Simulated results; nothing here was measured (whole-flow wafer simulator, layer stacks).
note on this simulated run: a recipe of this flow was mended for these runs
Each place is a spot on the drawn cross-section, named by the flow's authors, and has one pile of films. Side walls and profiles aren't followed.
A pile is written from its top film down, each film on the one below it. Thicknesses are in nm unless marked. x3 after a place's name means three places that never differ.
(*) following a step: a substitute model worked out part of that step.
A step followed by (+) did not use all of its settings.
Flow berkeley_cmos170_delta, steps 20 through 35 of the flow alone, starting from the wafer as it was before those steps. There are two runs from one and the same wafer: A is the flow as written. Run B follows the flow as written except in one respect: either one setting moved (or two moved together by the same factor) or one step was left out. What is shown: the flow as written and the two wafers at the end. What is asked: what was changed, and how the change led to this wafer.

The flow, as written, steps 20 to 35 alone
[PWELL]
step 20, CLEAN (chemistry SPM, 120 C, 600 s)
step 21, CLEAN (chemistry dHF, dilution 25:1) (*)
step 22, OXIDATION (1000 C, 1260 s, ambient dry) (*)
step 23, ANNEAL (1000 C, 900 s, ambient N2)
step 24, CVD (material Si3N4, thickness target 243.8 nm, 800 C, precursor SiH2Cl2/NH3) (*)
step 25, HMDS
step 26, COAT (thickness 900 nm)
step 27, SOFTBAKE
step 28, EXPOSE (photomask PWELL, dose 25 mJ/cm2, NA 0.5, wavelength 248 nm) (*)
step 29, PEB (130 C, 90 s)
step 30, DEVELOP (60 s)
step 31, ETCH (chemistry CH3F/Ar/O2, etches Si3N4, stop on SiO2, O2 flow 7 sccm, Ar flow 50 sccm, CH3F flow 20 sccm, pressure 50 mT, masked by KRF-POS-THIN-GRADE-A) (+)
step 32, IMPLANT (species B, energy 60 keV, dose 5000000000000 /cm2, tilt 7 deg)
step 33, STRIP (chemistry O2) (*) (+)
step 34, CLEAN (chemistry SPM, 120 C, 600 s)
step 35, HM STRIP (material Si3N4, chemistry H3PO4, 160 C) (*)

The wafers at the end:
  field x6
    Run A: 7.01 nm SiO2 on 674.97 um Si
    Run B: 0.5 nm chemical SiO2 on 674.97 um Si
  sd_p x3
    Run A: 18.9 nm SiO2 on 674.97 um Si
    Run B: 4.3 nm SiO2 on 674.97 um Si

The reason: step 35, HM STRIP: 171 C was run, while the flow as written has 160 C.

The path from the change to this, step by step:
  step 35, HM STRIP (material Si3N4, chemistry H3PO4, 160 C) (*)
      field x6: A -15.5 SiO2 | B +0.5 chemical SiO2 (new film), -22.5 SiO2 (all of it), -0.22 Si
      sd_p x3: A -243.8 Si3N4 (all of it), -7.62 SiO2 | B -243.8 Si3N4 (all of it), -22.2 SiO2
